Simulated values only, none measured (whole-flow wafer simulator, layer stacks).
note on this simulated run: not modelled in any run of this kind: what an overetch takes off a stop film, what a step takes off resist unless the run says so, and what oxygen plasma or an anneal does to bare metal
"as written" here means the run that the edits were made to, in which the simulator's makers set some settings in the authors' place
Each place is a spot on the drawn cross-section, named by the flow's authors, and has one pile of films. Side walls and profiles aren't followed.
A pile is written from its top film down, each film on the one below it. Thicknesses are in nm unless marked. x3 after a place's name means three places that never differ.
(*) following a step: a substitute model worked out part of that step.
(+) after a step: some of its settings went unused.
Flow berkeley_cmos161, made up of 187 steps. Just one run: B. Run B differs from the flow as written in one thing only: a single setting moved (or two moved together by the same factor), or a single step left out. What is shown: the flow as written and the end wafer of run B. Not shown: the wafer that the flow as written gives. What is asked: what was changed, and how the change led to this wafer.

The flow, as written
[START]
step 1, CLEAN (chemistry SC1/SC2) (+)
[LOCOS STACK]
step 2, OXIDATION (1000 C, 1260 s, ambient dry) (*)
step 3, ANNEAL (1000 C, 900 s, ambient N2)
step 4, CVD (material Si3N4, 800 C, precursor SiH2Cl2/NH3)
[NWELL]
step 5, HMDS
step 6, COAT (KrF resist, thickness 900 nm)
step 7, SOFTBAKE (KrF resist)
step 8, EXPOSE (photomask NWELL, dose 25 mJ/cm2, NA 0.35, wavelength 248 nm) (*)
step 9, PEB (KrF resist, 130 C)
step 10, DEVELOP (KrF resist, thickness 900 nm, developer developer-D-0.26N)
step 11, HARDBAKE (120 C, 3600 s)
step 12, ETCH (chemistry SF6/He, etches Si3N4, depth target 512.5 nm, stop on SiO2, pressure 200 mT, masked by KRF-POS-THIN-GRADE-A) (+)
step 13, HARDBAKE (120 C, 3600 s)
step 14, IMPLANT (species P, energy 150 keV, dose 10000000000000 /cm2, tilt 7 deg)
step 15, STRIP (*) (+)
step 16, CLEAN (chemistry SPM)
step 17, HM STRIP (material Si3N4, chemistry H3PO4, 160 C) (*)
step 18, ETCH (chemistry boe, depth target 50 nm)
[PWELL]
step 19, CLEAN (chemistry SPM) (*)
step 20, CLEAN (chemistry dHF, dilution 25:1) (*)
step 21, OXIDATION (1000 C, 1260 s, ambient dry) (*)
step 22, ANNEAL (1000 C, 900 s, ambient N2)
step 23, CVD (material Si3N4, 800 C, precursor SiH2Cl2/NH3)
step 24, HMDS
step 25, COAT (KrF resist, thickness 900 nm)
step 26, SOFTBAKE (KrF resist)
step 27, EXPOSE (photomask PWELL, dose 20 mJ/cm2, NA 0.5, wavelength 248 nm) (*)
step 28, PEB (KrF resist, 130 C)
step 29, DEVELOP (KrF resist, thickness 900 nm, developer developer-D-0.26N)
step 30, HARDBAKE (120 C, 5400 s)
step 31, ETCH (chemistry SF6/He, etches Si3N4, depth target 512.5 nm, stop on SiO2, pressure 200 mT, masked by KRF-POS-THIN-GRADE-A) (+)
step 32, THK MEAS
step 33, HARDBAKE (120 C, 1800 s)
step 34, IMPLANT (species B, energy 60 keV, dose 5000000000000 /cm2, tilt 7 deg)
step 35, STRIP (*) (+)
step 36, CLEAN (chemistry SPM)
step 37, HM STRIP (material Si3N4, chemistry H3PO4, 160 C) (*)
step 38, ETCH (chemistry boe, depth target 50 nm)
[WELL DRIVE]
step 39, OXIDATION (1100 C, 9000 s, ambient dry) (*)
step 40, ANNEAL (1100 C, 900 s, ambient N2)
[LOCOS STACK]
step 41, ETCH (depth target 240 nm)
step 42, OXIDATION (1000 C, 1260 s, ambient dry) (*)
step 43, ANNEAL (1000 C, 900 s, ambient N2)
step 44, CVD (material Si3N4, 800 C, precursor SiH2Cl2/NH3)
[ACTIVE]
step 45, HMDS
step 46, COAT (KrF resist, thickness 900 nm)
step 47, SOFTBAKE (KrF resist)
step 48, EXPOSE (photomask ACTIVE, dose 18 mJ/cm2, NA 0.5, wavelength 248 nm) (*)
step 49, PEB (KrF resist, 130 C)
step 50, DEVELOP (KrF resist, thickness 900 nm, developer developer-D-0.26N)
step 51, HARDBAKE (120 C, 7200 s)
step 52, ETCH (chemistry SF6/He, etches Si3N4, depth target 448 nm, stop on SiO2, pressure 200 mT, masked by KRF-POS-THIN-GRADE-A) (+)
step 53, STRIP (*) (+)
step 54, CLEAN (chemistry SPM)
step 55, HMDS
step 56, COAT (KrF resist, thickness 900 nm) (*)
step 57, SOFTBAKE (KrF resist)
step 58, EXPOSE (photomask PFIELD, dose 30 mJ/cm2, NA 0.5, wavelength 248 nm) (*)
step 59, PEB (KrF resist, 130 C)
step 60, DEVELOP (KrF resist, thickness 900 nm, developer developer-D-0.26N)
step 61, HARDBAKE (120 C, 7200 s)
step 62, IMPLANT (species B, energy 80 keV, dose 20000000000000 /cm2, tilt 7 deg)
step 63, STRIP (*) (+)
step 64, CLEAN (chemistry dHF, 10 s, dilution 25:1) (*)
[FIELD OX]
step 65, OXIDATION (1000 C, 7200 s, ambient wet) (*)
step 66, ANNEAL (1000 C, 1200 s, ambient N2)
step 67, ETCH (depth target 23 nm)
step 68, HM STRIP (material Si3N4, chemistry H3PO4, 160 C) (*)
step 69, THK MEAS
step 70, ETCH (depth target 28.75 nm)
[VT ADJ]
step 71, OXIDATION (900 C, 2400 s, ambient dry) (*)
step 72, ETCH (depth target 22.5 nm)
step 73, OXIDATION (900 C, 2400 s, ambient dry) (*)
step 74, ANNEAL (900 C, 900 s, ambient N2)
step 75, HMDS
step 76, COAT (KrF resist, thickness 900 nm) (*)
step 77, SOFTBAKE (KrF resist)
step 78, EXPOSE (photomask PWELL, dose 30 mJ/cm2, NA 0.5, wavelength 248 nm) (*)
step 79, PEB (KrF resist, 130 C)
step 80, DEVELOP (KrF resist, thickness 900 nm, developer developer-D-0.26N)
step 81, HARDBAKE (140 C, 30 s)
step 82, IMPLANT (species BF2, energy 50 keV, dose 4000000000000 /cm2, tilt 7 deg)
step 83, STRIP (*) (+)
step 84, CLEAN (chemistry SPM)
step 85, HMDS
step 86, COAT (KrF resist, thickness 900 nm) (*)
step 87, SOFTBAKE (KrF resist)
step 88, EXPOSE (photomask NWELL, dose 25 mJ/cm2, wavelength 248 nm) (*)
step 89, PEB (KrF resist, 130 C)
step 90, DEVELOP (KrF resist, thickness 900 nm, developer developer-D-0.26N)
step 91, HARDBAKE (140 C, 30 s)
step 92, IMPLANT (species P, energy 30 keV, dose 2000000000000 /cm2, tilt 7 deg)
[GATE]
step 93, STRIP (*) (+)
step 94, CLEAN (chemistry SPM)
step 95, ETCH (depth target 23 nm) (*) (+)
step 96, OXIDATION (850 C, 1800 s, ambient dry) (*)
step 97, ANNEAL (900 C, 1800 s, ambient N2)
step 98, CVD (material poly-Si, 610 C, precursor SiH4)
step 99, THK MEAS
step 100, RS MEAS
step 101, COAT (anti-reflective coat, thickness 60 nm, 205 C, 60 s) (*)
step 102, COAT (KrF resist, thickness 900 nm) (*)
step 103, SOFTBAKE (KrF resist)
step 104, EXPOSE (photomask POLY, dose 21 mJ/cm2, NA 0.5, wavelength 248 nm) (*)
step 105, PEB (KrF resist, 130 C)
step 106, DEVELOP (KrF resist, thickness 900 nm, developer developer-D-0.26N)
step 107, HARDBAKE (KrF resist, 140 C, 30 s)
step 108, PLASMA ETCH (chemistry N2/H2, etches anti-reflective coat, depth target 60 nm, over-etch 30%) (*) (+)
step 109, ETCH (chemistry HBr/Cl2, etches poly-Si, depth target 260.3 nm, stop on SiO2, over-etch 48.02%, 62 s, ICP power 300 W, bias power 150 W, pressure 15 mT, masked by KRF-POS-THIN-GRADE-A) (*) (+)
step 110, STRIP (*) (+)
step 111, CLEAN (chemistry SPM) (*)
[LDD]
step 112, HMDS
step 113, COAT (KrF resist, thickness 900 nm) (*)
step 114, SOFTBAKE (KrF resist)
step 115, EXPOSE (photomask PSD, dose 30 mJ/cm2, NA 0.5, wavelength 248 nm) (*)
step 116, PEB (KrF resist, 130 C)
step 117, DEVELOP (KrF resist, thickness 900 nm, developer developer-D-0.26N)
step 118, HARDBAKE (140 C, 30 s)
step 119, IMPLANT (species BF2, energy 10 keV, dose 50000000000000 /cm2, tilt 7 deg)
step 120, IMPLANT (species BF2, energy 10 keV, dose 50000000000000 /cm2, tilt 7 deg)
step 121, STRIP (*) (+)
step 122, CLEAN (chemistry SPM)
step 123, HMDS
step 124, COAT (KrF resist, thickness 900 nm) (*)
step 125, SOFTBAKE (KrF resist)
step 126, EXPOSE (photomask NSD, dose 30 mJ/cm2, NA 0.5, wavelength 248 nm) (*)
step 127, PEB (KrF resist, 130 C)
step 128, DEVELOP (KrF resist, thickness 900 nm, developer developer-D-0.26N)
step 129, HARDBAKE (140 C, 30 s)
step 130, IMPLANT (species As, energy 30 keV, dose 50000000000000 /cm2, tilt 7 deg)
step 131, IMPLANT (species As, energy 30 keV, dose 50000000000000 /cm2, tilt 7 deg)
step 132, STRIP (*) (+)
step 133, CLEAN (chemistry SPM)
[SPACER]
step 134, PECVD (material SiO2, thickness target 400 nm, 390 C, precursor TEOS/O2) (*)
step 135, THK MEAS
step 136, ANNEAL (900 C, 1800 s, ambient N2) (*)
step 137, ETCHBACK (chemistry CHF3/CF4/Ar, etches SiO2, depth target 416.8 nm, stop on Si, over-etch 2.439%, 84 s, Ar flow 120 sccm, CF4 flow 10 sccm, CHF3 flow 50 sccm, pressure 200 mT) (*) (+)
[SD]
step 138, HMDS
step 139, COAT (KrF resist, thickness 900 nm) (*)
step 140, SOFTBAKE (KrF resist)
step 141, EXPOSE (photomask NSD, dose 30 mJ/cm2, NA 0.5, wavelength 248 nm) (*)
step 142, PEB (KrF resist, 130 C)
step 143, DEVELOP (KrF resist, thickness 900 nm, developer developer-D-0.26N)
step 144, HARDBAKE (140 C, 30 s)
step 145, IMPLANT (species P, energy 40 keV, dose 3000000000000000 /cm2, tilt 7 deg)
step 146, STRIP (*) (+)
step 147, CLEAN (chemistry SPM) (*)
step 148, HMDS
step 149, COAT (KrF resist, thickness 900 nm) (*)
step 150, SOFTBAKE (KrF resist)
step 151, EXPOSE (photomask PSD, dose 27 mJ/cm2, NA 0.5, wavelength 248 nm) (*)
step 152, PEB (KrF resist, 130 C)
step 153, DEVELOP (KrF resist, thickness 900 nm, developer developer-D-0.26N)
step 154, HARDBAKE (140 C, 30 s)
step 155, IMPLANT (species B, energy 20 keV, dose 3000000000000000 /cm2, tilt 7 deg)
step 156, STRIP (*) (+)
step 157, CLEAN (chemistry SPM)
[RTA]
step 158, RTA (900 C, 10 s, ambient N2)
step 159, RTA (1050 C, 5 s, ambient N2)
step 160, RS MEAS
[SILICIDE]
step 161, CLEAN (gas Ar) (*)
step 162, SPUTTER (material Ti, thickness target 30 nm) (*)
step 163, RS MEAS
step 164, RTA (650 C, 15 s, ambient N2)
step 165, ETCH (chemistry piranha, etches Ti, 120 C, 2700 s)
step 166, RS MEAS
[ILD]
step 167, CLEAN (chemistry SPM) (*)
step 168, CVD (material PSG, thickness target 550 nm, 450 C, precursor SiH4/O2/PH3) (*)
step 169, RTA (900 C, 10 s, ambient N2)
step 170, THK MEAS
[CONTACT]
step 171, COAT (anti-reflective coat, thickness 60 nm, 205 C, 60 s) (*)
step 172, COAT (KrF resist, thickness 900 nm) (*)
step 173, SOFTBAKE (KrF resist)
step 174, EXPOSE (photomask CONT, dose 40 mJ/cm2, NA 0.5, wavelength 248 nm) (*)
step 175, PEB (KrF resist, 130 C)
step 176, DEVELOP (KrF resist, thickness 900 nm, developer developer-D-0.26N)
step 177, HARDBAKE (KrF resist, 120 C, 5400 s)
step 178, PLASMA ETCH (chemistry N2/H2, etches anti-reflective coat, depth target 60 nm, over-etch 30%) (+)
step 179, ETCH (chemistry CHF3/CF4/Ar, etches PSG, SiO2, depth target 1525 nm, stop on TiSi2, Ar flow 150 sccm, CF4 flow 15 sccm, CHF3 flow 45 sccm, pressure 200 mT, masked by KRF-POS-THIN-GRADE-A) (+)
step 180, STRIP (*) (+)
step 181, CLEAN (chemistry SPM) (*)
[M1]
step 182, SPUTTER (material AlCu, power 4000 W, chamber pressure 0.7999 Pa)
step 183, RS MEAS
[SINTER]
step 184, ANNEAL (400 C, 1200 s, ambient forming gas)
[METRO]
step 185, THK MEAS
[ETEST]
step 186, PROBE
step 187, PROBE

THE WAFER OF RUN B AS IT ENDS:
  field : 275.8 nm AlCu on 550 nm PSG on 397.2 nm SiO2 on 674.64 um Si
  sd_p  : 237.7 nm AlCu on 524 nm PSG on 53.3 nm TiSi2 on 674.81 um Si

Cause: step 46, COAT: thickness 1350 nm was run, while the flow as written has thickness 900 nm; step 72, ETCH: depth target 33.8 nm was run, where the flow has depth target 22.5 nm.

How this came from the change, step by step:
  step 46, COAT (KrF resist, thickness 900 nm)
      field, sd_n, spacer_n and 6 more: KrF resist gains 1350 (new film) (as written it would have been: KrF resist gains 900 (new film))
  step 49, PEB (KrF resist, 130 C)
      field, sd_n, spacer_n and 6 more: KrF resist loses 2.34 (as written it would have been: KrF resist loses 1.44)
  step 50, DEVELOP (KrF resist, thickness 900 nm, developer developer-D-0.26N)
      field: KrF resist loses 1347.7 (all of it) (as written it would have been: KrF resist loses 898.6 (all of it))
  step 51, HARDBAKE (120 C, 7200 s)
      sd_n, spacer_n, gate_n, sd_p, spacer_p, gate_p, contact, m1: KrF resist loses 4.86 (as written it would have been: KrF resist loses 2.9)
  step 53, STRIP (*) (+)
      sd_n, spacer_n, gate_n, sd_p, spacer_p, gate_p, contact, m1: KrF resist loses 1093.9 (all of it) (as written it would have been: KrF resist loses 646.8 (all of it))
  step 72, ETCH (depth target 22.5 nm)
      field: SiO2 loses 33.8 (as written it would have been: SiO2 loses 22.5)
  step 101, COAT (anti-reflective coat, thickness 60 nm, 205 C, 60 s) (*)
      sd_n: anti-reflective coat gains 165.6 (new film) (as written it would have been: anti-reflective coat gains 173.5 (new film))
      spacer_n: anti-reflective coat gains 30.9 (new film) (as written it would have been: anti-reflective coat gains 28.7 (new film))
      (and at 4 other places as well)
  step 108, PLASMA ETCH (chemistry N2/H2, etches anti-reflective coat, depth target 60 nm, over-etch 30%) (*) (+)
      sd_n: anti-reflective coat loses 165.6 (all of it), poly-Si loses 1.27 (as written it would have been: anti-reflective coat loses 173.5 (all of it), poly-Si loses 1.33)
      spacer_n: anti-reflective coat loses 30.9 (all of it), poly-Si loses 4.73 (as written it would have been: anti-reflective coat loses 28.7 (all of it), poly-Si loses 5.05)
      (and at 2 other places as well)
  step 110, STRIP (*) (+)
      gate_n: chemical SiO2 gains 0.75 (new film), KrF resist loses 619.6 (all of it), anti-reflective coat loses 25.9 (all of it), poly-Si loses 0.33 (as written it would have been: chemical SiO2 gains 0.75 (new film), KrF resist loses 626.8 (all of it), anti-reflective coat loses 23.7 (all of it), poly-Si loses 0.33)
      gate_p: chemical SiO2 gains 0.75 (new film), KrF resist loses 593.7 (all of it), anti-reflective coat loses 29.2 (all of it), poly-Si loses 0.33 (as written it would have been: chemical SiO2 gains 0.75 (new film), KrF resist loses 598.2 (all of it), anti-reflective coat loses 27.9 (all of it), poly-Si loses 0.33)
  step 171, COAT (anti-reflective coat, thickness 60 nm, 205 C, 60 s) (*)
      sd_n: anti-reflective coat gains 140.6 (new film) (as written it would have been: anti-reflective coat gains 149.7 (new film))
      m1: anti-reflective coat gains 94.9 (new film) (as written it would have been: anti-reflective coat gains 97.8 (new film))
  step 180, STRIP (*) (+)
      sd_n: KrF resist loses 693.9 (all of it), anti-reflective coat loses 140.6 (all of it) (as written it would have been: KrF resist loses 692.5 (all of it), anti-reflective coat loses 149.7 (all of it))
      m1: KrF resist loses 735.7 (all of it), anti-reflective coat loses 94.9 (all of it) (as written it would have been: KrF resist loses 739.9 (all of it), anti-reflective coat loses 97.8 (all of it))
